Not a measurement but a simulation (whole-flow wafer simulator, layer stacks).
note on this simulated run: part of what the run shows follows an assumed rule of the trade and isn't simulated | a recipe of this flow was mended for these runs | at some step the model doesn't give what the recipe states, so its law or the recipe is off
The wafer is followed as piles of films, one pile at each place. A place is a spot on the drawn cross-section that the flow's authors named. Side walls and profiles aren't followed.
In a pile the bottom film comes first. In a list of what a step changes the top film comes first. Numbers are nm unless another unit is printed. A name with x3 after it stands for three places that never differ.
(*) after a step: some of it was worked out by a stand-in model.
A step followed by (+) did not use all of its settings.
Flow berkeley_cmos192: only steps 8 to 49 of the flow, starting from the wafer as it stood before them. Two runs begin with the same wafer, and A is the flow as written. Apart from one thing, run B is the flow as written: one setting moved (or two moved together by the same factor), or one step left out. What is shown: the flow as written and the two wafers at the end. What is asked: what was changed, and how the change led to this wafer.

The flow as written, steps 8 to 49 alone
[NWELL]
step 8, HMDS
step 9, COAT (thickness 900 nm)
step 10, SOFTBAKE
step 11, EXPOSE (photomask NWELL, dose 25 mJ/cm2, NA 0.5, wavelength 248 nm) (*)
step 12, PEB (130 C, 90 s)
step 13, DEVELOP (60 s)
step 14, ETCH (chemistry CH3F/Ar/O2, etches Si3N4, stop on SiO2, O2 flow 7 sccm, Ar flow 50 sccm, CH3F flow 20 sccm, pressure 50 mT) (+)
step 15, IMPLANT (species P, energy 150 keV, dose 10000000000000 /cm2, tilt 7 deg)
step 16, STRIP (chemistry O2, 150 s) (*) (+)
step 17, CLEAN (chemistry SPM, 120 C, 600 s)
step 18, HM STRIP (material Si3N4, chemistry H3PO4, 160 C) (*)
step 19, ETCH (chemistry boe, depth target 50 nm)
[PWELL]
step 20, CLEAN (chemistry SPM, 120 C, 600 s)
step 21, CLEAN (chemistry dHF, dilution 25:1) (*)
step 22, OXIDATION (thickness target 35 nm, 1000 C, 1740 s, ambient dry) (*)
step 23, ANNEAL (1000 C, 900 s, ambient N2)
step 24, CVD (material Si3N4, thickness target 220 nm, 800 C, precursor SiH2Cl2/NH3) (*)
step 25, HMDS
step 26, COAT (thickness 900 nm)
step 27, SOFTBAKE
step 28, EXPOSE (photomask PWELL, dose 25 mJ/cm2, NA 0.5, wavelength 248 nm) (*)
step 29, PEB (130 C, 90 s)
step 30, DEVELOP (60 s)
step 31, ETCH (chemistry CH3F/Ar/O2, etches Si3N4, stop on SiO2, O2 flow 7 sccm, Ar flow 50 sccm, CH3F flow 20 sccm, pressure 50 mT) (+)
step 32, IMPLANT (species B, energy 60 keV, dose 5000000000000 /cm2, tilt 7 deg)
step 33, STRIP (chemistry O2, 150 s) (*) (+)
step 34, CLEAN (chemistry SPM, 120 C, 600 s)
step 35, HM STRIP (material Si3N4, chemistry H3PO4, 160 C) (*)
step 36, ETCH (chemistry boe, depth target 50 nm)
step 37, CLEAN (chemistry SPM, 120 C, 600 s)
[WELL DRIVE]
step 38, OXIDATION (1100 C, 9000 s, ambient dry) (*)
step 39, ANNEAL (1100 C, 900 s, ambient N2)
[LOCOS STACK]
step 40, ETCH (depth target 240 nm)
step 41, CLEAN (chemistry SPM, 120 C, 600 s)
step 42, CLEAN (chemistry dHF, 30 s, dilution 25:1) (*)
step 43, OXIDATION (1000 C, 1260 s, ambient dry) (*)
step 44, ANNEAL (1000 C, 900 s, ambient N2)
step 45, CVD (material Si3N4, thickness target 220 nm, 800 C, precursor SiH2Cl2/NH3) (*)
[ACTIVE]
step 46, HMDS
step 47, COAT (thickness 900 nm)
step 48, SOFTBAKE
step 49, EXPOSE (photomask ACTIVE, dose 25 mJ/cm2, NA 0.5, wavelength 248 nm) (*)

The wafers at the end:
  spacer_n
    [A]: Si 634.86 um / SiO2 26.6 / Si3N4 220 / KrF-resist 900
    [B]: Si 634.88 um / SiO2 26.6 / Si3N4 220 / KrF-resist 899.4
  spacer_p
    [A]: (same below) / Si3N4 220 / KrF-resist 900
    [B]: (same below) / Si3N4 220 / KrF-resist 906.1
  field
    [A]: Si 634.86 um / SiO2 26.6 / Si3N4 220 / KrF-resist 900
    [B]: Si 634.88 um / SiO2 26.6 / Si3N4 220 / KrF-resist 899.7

The reason: step 18, HM STRIP: material Si3N4, chemistry H3PO4, 160 C (*), was skipped.

How this came from the change, step by step:
  step 19, ETCH (chemistry boe, depth target 50 nm)
      field, sd_n, spacer_n, gate, contact, m1: A SiO2 loses 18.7 (all of it) | B Si3N4 loses 0.5
      sd_p, spacer_p, gate_p: A SiO2 loses 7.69 (all of it) | B SiO2 loses 28 (all of it)
  step 20, CLEAN (chemistry SPM, 120 C, 600 s)
      field, sd_n, spacer_n, gate, contact, m1: A chemical SiO2 gains 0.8 (new film), Si loses 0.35 | B nothing
  step 21, CLEAN (chemistry dHF, dilution 25:1) (*)
      field, sd_n, spacer_n, gate, contact, m1: A chemical SiO2 loses 0.8 (all of it) | B Si3N4 loses 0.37
  step 22, OXIDATION (thickness target 35 nm, 1000 C, 1740 s, ambient dry) (*)
      field, sd_n, spacer_n, gate, contact, m1: A SiO2 gains 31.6 (new film), Si loses 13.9 | B nothing
  step 24, CVD (material Si3N4, thickness target 220 nm, 800 C, precursor SiH2Cl2/NH3) (*)
      field, sd_n, spacer_n, gate, contact, m1: A Si3N4 gains 220 (new film) | B Si3N4 gains 220
  step 26, COAT (thickness 900 nm)
      sd_p: A KrF-resist gains 900 (new film) | B KrF-resist gains 1018.3 (new film)
      spacer_p: A KrF-resist gains 900 (new film) | B KrF-resist gains 995.6 (new film)
      (and at 1 other place as well)
  step 31, ETCH (chemistry CH3F/Ar/O2, etches Si3N4, stop on SiO2, O2 flow 7 sccm, Ar flow 50 sccm, CH3F flow 20 sccm, pressure 50 mT) (+)
      field, sd_n, spacer_n, gate, contact, m1: A Si3N4 loses 220 (all of it), SiO2 loses 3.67 | B Si3N4 loses 439.1 (all of it), SiO2 loses 3.67
      sd_p, spacer_p, gate_p: A KrF-resist loses 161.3 | B KrF-resist loses 307.4
  step 33, STRIP (chemistry O2, 150 s) (*) (+)
      sd_p: A KrF-resist loses 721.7 (all of it) | B KrF-resist loses 693.6 (all of it)
      spacer_p: A KrF-resist loses 721.7 (all of it) | B KrF-resist loses 671 (all of it)
      (and at 1 other place as well)
